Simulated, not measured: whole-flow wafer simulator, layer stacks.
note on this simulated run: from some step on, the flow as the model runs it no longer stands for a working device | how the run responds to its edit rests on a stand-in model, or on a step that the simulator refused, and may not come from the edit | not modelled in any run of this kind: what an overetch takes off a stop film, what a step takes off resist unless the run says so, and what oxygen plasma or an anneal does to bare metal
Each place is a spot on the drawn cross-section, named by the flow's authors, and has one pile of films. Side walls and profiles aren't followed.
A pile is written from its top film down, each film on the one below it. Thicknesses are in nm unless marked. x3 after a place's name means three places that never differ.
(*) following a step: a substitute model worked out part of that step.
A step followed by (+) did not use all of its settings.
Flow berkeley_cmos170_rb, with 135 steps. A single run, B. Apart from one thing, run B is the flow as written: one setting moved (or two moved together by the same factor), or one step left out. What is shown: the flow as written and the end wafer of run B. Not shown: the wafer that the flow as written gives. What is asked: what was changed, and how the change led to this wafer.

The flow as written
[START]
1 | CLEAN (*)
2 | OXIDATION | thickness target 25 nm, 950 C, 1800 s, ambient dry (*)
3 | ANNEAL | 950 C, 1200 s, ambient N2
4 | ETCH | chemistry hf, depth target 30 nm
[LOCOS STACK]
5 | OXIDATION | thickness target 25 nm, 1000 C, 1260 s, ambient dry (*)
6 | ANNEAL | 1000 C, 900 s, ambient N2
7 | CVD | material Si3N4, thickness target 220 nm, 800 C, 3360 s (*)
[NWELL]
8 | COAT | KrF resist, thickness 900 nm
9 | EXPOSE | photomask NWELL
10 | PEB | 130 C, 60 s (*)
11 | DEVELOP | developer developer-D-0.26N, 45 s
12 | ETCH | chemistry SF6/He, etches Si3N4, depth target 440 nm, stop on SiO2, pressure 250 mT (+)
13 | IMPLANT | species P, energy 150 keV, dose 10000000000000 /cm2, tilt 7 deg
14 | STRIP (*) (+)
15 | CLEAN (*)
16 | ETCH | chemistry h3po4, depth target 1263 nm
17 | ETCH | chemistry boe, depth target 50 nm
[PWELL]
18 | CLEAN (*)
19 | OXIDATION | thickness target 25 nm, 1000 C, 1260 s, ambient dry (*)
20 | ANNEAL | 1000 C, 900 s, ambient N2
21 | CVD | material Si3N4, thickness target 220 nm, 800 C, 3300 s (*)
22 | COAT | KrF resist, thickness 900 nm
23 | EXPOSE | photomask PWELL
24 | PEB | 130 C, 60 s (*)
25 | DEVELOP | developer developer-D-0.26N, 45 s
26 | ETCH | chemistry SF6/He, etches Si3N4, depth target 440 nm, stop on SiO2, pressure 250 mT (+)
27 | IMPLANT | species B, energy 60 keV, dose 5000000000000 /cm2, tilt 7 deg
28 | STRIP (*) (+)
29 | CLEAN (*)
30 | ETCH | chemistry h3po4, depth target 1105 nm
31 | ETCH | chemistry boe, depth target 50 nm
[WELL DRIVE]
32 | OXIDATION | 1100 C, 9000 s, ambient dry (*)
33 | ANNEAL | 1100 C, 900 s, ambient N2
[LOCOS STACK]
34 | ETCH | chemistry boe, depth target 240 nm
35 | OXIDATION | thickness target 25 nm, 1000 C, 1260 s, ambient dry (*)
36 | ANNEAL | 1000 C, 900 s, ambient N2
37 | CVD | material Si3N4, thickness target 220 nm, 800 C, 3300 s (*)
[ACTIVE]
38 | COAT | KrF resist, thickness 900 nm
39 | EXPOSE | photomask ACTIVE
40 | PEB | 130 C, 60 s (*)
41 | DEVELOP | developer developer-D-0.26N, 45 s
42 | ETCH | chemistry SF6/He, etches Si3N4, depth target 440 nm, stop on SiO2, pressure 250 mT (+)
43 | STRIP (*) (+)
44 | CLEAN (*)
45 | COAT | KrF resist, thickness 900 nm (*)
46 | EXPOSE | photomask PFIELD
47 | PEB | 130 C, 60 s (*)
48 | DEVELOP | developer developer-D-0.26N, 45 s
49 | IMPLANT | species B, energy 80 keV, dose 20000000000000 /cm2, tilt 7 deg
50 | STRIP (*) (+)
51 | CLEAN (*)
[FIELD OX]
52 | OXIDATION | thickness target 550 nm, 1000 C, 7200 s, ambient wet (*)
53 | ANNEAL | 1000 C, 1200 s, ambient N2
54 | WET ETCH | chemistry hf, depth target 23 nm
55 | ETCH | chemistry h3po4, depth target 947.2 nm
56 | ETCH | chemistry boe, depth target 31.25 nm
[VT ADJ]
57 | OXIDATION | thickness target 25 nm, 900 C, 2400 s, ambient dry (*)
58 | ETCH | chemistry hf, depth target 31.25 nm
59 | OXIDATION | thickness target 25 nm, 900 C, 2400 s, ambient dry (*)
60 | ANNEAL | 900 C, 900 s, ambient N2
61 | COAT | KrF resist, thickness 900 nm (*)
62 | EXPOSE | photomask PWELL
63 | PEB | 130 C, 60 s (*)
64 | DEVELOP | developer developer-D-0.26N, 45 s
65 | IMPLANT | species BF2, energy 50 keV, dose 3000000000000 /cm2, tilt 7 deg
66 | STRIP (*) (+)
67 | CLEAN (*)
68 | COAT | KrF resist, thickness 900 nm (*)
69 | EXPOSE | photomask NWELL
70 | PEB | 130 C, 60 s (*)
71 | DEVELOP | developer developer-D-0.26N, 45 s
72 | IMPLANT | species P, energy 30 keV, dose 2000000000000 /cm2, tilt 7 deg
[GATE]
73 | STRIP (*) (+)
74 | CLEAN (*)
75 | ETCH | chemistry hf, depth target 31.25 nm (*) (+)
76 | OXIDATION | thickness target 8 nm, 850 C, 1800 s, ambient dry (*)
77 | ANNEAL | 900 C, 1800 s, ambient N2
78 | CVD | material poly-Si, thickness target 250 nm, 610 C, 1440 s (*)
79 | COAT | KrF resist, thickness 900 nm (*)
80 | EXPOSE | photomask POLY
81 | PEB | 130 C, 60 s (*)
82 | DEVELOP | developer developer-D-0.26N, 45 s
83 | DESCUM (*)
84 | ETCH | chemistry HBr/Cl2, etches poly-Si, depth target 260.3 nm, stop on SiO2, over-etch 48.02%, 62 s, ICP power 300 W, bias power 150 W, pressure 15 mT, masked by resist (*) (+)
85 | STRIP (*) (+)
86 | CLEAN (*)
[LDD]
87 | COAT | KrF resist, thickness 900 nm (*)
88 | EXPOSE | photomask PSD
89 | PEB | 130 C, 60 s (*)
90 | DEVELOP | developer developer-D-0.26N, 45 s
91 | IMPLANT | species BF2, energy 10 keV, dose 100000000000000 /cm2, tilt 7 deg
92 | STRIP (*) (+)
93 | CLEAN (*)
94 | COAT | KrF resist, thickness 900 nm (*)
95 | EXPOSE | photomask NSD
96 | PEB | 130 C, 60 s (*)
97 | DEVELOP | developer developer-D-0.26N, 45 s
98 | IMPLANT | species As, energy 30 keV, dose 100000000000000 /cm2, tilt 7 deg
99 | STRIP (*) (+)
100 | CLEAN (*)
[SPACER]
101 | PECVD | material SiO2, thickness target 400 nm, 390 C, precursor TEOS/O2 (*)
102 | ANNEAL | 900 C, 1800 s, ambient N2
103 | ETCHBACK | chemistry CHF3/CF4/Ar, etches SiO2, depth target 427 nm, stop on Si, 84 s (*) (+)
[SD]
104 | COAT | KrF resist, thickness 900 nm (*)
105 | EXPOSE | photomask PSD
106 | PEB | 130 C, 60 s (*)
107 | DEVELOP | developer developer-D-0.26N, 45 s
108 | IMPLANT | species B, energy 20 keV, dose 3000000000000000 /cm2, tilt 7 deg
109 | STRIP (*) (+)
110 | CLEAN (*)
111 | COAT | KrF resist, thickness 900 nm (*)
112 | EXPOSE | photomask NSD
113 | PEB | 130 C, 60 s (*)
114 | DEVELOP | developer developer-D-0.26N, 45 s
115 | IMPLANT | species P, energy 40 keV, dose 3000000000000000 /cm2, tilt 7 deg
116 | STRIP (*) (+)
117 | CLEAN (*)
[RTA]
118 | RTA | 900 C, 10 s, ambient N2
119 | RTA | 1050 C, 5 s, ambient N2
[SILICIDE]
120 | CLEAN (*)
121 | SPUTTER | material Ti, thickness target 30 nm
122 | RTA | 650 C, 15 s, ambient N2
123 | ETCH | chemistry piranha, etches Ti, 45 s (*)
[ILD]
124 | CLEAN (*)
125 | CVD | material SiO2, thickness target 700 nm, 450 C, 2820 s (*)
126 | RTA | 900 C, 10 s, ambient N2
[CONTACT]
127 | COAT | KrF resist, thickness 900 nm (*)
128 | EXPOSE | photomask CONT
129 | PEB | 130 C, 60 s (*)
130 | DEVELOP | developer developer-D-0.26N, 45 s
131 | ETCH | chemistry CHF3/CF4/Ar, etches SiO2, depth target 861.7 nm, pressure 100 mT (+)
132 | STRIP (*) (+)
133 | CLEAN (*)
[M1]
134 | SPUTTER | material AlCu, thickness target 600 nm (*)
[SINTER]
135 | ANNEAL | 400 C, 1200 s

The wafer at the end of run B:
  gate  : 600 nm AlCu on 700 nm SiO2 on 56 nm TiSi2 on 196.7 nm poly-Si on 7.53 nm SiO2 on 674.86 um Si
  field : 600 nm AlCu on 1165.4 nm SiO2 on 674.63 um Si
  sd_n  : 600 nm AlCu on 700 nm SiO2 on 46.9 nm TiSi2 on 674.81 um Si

The reason: step 34, ETCH: depth target 168 nm was run, whereas the flow has depth target 240 nm.

The path from the change to this, step by step:
  34 | ETCH | chemistry boe, depth target 240 nm
      field, sd_n, spacer_n and 6 more: -168 SiO2 (it would be, as written: -197.6 SiO2 (all of it))
  35 | OXIDATION | thickness target 25 nm, 1000 C, 1260 s, ambient dry (*)
      field, sd_n, spacer_n and 6 more: +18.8 SiO2, -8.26 Si (it would be, as written: +26.6 SiO2 (new film), -11.7 Si)
  52 | OXIDATION | thickness target 550 nm, 1000 C, 7200 s, ambient wet (*)
      gate: +12.9 SiO2 (new film), -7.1 Si3N4 (it would be, as written: +12.9 SiO2 (new film), -7.1 Si3N4, +0.08 SiO2, -0.08 Si)
      field: +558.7 SiO2, -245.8 Si (it would be, as written: +573.4 SiO2, -252.3 Si)
      (also at 3 further places)
  56 | ETCH | chemistry boe, depth target 31.25 nm
      spacer_n, gate, spacer_p, gate_p, contact: -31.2 SiO2 (it would be, as written: -26.6 SiO2 (all of it))
      sd_n: -31.2 SiO2 (it would be, as written: -28.8 SiO2 (all of it))
      (also at 2 further places)
  57 | OXIDATION | thickness target 25 nm, 900 C, 2400 s, ambient dry (*)
      spacer_n, gate, spacer_p, gate_p, contact: +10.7 SiO2, -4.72 Si (it would be, as written: +15 SiO2 (new film), -6.62 Si)
      sd_n: +9.3 SiO2, -4.09 Si (it would be, as written: +15 SiO2 (new film), -6.62 Si)
      (also at 2 further places)
  58 | ETCH | chemistry hf, depth target 31.25 nm
      sd_n, m1: -31.2 SiO2 (it would be, as written: -15 SiO2 (all of it))
      spacer_n, gate, spacer_p, gate_p, contact: -27.8 SiO2 (all of it) (it would be, as written: -15 SiO2 (all of it))
      (also at 1 further place)
  59 | OXIDATION | thickness target 25 nm, 900 C, 2400 s, ambient dry (*)
      sd_n: +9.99 SiO2, -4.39 Si (it would be, as written: +15 SiO2 (new film), -6.62 Si)
      m1: +9.16 SiO2, -4.03 Si (it would be, as written: +15 SiO2 (new film), -6.62 Si)
  75 | ETCH | chemistry hf, depth target 31.25 nm (*) (+)
      sd_n: -18.8 SiO2 (all of it) (it would be, as written: -15 SiO2 (all of it))
      m1: -24.5 SiO2 (all of it) (it would be, as written: -15 SiO2 (all of it))
  121 | SPUTTER | material Ti, thickness target 30 nm
      sd_n: +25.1 Ti (new film) (it would be, as written: +30 Ti (new film))
      sd_p: +25.3 Ti (new film) (it would be, as written: +27.1 Ti (new film))
  122 | RTA | 650 C, 15 s, ambient N2
      sd_n: -19.6 Ti, +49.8 TiSi2 C49 (new film), -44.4 Si (it would be, as written: -23.4 Ti, +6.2 TiSi first (new film), +50.3 TiSi2 C49 (new film), -49 Si)
      sd_p: -19.8 Ti, +50.3 TiSi2 C49 (new film), -44.9 Si (it would be, as written: -21.1 Ti, +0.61 TiSi first (new film), +52.9 TiSi2 C49 (new film), -47.6 Si)
  123 | ETCH | chemistry piranha, etches Ti, 45 s (*)
      sd_n: -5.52 Ti (all of it) (it would be, as written: -6.6 Ti (all of it))
  126 | RTA | 900 C, 10 s, ambient N2
      sd_n: under 1 film: +46.9 TiSi2 (new film), -49.8 TiSi2 C49 (all of it) (it would be, as written: under 1 film: +56 TiSi2 (new film), -6.2 TiSi first (all of it), -50.3 TiSi2 C49 (all of it), -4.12 Si)
      sd_p: under 1 film: +47.3 TiSi2 (new film), -50.3 TiSi2 C49 (all of it) (it would be, as written: under 1 film: +50.7 TiSi2 (new film), -0.61 TiSi first (all of it), -52.9 TiSi2 C49 (all of it), -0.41 Si)
